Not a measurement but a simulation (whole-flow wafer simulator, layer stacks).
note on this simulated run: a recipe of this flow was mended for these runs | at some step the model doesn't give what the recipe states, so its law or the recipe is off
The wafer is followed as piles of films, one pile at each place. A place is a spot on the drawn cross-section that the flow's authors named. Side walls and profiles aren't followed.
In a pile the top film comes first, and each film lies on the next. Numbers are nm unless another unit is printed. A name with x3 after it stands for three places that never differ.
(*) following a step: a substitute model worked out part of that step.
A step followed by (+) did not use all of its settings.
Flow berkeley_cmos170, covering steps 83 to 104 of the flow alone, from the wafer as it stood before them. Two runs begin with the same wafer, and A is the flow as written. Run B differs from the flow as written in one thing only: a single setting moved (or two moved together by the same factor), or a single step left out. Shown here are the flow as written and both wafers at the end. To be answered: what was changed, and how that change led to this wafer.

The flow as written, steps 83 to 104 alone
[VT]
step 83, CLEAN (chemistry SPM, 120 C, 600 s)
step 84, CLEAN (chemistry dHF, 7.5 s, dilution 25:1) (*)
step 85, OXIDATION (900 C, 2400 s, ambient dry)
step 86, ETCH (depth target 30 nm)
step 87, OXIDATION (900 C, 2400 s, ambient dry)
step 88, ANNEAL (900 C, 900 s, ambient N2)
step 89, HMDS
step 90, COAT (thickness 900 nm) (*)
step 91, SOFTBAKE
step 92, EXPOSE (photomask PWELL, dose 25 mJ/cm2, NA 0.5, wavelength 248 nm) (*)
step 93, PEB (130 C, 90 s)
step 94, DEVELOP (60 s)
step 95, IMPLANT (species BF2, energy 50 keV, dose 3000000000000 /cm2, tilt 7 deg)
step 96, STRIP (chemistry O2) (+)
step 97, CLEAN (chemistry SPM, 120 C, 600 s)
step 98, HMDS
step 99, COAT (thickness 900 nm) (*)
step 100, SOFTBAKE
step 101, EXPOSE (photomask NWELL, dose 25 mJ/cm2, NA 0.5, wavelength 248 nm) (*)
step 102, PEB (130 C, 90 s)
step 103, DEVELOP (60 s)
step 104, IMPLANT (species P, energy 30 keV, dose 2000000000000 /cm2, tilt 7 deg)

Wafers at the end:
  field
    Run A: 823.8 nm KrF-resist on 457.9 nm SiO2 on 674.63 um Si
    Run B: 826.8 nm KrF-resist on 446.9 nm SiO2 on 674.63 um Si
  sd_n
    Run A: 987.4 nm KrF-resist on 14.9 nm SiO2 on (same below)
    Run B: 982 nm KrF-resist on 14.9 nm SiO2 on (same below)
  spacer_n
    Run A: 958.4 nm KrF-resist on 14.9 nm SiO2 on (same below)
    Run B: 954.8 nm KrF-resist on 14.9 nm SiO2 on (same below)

Cause: step 86, ETCH: depth target 41 nm was run, while the flow as written has depth target 30 nm.

How this came from the change, step by step:
  step 86, ETCH (depth target 30 nm)
      field: A -30 SiO2 | B -41 SiO2
